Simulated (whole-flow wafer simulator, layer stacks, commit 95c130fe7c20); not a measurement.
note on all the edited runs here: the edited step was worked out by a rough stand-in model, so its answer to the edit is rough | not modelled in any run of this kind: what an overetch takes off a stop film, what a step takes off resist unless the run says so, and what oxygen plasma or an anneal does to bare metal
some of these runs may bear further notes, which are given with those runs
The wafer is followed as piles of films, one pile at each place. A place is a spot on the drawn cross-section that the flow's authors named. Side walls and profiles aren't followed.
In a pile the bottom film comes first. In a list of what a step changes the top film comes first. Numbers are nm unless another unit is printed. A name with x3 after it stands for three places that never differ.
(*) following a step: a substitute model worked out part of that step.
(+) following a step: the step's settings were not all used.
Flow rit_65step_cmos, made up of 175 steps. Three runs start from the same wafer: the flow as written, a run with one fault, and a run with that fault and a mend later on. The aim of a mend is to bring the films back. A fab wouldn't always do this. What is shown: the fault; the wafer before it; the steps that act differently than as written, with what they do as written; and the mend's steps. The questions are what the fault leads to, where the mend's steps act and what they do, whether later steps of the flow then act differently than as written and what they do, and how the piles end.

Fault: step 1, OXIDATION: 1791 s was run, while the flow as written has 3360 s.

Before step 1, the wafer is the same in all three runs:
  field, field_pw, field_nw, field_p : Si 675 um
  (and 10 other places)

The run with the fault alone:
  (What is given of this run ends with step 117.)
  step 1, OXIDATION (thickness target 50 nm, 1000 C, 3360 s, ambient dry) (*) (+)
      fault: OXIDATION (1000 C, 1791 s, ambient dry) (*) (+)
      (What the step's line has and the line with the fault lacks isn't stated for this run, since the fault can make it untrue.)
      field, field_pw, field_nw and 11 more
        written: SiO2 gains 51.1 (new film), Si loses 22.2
        fault: SiO2 gains 36.8 (new film), Si loses 15.9
  Steps further on in the flow that do not act as written (not shown: 37 more steps that differ only slightly, by at most 2% or 0.5 nm, whichever is larger):
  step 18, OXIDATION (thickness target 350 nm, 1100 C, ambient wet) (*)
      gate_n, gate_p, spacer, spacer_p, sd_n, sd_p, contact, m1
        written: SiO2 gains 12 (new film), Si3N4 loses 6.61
        fault: SiO2 gains 12 (new film), Si3N4 loses 6.61, SiO2 gains 0.02
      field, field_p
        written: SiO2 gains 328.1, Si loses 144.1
        fault: SiO2 gains 338.9, Si loses 148.8
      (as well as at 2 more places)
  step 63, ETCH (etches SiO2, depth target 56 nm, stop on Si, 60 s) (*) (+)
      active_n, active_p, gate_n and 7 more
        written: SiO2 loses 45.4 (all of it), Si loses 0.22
        fault: SiO2 loses 31.2 (all of it), Si loses 0.51
  The piles after step 117 are only slightly different from the flow's at the places that both follow, by no more than 2% or 0.5 nm, whichever is larger.

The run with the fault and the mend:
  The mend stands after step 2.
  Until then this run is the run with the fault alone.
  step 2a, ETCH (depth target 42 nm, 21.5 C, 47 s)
      field, field_pw, field_nw and 11 more
        SiO2 loses 36.8 (all of it)
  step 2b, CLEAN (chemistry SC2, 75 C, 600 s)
      field, field_pw, field_nw and 11 more
        chemical SiO2 gains 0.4 (new film), Si loses 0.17
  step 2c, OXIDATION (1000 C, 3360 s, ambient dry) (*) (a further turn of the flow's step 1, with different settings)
      field, field_pw, field_nw and 11 more
        SiO2 gains 51 (new film), chemical SiO2 loses 0.4 (all of it), Si loses 22.3
  Steps further on in the flow that do not act as written (not shown: 17 more steps that differ only slightly, by at most 2% or 0.5 nm, whichever is larger):
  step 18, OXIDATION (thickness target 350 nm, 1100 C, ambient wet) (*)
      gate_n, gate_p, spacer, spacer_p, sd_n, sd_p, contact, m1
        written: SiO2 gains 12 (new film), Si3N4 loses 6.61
        mend: SiO2 gains 12 (new film), Si3N4 loses 6.61, SiO2 gains 0.03
  The piles end only slightly different from the flow's at the places that both follow, by no more than 2% or 0.5 nm, whichever is larger.
